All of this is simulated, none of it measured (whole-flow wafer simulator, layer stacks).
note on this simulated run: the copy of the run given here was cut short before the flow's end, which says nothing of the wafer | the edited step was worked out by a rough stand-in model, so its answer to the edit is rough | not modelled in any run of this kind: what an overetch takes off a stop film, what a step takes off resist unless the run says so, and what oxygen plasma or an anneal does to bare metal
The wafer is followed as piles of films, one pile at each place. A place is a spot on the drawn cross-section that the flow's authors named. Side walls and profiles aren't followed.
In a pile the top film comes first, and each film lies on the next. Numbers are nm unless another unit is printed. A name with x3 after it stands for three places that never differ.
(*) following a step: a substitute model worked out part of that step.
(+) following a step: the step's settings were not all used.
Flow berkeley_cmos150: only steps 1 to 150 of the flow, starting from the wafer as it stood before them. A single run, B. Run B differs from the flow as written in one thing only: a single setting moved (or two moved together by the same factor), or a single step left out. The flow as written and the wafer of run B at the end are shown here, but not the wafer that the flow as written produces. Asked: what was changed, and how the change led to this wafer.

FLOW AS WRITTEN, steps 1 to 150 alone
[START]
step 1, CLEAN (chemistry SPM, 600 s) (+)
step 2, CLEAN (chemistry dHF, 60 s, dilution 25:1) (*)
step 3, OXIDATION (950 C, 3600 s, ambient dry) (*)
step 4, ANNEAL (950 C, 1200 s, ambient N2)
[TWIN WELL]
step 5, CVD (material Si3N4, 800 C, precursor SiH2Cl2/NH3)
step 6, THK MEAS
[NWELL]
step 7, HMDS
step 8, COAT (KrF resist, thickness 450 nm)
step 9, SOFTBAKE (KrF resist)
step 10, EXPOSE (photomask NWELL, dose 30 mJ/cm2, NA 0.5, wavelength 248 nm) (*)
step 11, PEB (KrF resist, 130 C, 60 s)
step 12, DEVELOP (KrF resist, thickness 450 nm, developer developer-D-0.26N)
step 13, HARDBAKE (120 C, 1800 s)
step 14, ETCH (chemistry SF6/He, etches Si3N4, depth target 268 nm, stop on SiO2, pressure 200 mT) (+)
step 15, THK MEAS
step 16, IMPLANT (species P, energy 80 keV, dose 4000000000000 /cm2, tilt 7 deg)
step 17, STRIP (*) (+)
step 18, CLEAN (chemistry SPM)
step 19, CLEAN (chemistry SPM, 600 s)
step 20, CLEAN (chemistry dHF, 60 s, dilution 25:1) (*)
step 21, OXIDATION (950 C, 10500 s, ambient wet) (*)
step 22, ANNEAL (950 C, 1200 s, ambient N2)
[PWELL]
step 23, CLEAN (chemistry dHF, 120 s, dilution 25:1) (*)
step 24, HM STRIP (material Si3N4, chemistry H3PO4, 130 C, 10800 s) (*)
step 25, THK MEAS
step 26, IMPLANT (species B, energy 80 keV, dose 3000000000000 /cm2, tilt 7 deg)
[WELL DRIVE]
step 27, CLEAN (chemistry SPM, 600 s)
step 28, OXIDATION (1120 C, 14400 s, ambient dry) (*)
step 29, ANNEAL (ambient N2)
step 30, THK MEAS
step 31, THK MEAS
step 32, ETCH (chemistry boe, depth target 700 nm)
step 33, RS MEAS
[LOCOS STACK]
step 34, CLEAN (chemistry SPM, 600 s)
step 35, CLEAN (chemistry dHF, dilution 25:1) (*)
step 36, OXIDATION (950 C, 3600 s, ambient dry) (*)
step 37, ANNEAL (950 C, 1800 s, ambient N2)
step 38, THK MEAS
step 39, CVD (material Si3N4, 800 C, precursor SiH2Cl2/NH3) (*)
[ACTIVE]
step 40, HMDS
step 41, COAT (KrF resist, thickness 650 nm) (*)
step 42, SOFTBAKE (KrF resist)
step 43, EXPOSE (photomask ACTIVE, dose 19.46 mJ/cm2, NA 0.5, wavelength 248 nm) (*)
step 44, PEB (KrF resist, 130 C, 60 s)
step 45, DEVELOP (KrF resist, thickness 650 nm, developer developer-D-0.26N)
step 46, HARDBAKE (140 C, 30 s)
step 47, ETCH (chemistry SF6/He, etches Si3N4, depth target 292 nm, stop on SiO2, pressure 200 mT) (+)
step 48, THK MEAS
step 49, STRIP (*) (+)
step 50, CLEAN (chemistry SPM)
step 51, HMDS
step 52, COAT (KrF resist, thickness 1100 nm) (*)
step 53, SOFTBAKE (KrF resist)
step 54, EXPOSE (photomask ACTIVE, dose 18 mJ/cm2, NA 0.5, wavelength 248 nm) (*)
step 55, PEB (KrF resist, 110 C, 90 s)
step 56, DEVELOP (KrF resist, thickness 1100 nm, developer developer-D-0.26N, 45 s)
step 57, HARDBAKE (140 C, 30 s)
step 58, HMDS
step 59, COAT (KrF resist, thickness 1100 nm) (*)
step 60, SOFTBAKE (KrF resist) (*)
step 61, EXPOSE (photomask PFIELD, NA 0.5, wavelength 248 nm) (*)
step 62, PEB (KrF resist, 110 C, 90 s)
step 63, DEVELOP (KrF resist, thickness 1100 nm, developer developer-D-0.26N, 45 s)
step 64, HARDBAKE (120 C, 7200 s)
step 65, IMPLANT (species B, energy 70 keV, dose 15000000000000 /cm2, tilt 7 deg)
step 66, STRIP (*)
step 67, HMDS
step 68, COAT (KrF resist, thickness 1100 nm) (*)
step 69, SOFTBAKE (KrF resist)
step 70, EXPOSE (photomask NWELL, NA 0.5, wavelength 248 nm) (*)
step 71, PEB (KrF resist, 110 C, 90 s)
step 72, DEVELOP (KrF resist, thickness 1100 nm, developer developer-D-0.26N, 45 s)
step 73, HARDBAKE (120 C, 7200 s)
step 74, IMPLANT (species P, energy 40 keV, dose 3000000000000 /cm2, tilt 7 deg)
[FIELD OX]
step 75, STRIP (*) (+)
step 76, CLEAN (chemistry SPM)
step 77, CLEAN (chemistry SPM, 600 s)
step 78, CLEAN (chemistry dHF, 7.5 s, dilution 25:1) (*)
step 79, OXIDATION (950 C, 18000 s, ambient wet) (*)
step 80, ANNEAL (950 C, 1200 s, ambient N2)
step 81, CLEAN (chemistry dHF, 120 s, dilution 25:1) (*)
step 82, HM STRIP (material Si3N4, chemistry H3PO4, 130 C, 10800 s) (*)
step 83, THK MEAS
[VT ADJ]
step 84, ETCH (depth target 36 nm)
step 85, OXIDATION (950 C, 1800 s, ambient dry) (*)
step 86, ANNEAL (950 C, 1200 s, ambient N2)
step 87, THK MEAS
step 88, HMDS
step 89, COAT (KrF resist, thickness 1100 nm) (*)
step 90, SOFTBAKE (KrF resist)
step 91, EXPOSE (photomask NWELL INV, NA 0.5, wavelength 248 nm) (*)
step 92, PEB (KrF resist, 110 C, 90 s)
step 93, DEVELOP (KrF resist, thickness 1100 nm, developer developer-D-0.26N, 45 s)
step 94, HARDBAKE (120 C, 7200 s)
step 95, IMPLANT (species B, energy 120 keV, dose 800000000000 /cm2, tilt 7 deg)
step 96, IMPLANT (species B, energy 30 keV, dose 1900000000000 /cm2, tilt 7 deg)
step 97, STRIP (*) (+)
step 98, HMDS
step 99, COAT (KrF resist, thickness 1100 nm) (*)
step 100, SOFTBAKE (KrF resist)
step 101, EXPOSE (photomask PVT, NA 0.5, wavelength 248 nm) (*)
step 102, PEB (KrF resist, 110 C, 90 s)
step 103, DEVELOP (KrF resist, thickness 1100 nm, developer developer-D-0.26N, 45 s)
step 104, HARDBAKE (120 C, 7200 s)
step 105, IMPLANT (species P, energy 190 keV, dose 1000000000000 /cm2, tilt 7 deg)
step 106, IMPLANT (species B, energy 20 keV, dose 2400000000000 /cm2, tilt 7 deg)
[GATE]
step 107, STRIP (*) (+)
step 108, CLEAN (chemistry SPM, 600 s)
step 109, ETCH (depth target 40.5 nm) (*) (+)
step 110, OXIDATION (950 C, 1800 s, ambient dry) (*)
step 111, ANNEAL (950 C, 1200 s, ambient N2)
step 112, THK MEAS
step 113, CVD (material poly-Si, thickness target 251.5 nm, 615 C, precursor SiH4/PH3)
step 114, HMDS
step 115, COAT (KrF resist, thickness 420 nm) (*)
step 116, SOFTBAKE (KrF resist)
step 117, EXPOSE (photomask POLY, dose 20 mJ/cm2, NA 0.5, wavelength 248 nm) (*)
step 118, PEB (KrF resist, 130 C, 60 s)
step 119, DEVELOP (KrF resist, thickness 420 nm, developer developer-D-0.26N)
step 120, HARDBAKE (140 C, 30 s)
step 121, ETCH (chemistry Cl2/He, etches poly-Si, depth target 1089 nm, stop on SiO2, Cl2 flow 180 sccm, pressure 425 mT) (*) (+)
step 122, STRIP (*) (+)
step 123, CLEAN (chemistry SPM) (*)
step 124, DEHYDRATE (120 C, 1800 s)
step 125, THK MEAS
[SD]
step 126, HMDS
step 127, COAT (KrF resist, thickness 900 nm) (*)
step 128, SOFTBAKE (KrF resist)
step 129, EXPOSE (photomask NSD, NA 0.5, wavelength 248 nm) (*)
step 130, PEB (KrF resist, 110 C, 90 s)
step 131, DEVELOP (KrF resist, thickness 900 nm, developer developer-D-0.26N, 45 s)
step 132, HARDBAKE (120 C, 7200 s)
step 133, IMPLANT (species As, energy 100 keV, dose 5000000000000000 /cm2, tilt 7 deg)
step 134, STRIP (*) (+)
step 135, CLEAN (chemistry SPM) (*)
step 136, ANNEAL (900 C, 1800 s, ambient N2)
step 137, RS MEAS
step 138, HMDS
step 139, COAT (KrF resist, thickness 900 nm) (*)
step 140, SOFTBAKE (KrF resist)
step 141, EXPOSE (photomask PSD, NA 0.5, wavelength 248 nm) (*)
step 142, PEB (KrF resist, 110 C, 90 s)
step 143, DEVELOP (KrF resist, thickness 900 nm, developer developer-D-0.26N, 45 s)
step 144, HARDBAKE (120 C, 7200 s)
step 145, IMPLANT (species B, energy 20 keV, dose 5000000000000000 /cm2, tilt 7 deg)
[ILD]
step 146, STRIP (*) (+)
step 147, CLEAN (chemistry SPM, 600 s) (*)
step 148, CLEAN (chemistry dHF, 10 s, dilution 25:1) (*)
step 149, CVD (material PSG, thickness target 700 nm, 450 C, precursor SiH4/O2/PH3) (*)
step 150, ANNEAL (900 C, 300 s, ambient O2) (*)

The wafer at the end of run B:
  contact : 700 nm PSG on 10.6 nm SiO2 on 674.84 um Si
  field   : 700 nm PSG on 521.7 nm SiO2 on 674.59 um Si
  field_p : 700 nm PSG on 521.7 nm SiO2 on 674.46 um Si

The reason: step 110, OXIDATION: 1170 s was run, while the flow as written has 1800 s.

How this came from the change, step by step:
  step 110, OXIDATION (950 C, 1800 s, ambient dry) (*)
      sd_n, gate_n, sd_p, gate_p, contact, m1: SiO2 gains 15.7 (new film), Si loses 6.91 (as written it would have been: SiO2 gains 20.4 (new film), Si loses 8.98)
      field, field_p: SiO2 gains 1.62, Si loses 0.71 (as written it would have been: SiO2 gains 2.49, Si loses 1.09)
